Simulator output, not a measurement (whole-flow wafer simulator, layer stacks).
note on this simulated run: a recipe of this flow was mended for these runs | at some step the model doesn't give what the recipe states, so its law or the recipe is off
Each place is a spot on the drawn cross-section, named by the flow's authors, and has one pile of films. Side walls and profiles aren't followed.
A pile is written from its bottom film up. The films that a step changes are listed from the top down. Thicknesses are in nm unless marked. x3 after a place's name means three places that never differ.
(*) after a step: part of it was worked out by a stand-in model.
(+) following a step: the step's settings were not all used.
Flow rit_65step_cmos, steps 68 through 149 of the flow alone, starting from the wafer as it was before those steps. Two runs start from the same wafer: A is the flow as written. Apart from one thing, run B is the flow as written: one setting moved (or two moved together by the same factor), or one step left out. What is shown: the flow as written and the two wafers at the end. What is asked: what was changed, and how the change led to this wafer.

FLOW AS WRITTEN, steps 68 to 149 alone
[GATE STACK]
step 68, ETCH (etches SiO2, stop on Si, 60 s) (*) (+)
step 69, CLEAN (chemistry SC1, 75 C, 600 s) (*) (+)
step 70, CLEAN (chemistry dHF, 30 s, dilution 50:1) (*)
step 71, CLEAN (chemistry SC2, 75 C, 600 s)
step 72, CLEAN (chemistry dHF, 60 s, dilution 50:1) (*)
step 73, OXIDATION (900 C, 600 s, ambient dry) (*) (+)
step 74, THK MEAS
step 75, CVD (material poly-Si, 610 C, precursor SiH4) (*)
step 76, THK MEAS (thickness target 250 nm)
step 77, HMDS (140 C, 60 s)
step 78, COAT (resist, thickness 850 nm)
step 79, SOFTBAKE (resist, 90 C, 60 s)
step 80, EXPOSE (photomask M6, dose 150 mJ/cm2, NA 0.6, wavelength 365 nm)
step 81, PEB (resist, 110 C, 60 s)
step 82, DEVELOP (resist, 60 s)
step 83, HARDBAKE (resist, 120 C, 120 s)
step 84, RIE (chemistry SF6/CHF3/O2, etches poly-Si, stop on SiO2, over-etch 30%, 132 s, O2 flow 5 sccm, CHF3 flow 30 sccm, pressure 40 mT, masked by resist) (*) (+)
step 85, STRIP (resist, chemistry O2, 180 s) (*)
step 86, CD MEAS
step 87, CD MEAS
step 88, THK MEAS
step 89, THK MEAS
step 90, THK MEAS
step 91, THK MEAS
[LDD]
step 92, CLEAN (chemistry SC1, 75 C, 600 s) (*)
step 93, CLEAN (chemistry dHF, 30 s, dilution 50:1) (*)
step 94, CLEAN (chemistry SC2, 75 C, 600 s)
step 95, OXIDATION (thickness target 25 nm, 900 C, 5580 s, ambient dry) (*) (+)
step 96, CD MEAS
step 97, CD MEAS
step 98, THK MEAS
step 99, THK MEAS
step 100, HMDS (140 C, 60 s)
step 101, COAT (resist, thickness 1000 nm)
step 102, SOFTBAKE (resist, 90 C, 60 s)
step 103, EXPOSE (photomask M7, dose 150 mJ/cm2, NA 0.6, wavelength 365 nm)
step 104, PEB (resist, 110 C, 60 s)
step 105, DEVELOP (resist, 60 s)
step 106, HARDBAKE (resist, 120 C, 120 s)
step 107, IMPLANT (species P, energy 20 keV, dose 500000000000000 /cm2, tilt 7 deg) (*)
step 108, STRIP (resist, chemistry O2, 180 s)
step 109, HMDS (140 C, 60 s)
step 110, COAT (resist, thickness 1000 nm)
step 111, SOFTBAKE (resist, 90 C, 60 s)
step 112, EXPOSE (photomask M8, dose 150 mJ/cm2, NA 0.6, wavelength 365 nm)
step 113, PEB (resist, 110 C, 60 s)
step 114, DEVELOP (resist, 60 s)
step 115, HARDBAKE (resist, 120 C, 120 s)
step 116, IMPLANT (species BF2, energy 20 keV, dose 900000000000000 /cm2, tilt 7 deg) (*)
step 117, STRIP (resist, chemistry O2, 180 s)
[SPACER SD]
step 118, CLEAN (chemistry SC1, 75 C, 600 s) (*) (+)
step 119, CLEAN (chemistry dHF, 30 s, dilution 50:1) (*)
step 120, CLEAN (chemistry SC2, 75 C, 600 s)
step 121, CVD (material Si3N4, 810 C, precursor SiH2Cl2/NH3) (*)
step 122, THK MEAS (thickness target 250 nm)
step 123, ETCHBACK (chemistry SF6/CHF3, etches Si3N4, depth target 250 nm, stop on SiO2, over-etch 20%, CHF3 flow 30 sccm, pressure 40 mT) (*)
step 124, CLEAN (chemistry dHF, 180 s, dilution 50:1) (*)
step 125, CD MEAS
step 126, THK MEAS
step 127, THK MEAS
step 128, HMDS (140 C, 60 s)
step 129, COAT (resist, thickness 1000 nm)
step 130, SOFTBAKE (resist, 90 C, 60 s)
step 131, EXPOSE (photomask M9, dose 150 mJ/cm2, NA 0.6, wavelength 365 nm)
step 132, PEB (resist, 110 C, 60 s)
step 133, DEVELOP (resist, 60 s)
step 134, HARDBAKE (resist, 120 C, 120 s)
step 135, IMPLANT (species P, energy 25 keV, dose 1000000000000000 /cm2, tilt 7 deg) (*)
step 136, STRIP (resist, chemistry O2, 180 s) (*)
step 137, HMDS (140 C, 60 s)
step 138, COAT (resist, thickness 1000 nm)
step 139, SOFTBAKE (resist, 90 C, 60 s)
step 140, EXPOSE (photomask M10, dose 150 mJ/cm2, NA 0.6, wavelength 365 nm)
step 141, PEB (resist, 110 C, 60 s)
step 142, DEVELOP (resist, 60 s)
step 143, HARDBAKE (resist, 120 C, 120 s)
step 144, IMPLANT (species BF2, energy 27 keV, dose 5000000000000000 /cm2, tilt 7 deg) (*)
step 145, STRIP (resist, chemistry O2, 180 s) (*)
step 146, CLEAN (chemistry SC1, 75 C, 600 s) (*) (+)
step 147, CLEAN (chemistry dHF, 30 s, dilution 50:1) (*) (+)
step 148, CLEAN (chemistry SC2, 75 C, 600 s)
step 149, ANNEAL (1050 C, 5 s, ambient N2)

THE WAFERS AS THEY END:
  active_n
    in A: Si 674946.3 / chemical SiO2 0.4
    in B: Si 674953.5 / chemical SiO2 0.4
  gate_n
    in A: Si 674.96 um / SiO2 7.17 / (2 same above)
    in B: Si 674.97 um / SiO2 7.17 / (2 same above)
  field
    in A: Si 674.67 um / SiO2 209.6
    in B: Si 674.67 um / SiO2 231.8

The reason: step 68, ETCH: 36 s was run, while the flow as written has 60 s.

The path from the change to this, step by step:
  step 68, ETCH (etches SiO2, stop on Si, 60 s) (*) (+)
      active_n, active_p, gate_n and 7 more: A SiO2 loses 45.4 (all of it), Si loses 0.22 | B SiO2 loses 33.6
      field, field_pw, field_nw, field_p: A SiO2 loses 56 | B SiO2 loses 33.6
  step 69, CLEAN (chemistry SC1, 75 C, 600 s) (*) (+)
      gate_n, gate_p, spacer, spacer_p, sd_n, sd_p, contact, m1: A chemical SiO2 gains 0.6 (new film), Si loses 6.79 | B SiO2 loses 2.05
      active_n, active_p: A chemical SiO2 gains 0.6 (new film), Si loses 6.8 | B SiO2 loses 2.05
  step 70, CLEAN (chemistry dHF, 30 s, dilution 50:1) (*)
      active_n, gate_n, spacer, sd_n, contact, m1: A chemical SiO2 loses 0.6 (all of it) | B SiO2 loses 3.25
      active_p, gate_p, spacer_p, sd_p: A chemical SiO2 loses 0.6 (all of it) | B SiO2 loses 5.7
  step 72, CLEAN (chemistry dHF, 60 s, dilution 50:1) (*)
      gate_n, spacer, sd_n, contact, m1: A chemical SiO2 loses 0.4 (all of it) | B SiO2 loses 6.53 (all of it)
      gate_p, spacer_p, sd_p: A chemical SiO2 loses 0.4 (all of it) | B SiO2 loses 4.09 (all of it)
      (and at 2 other places as well)
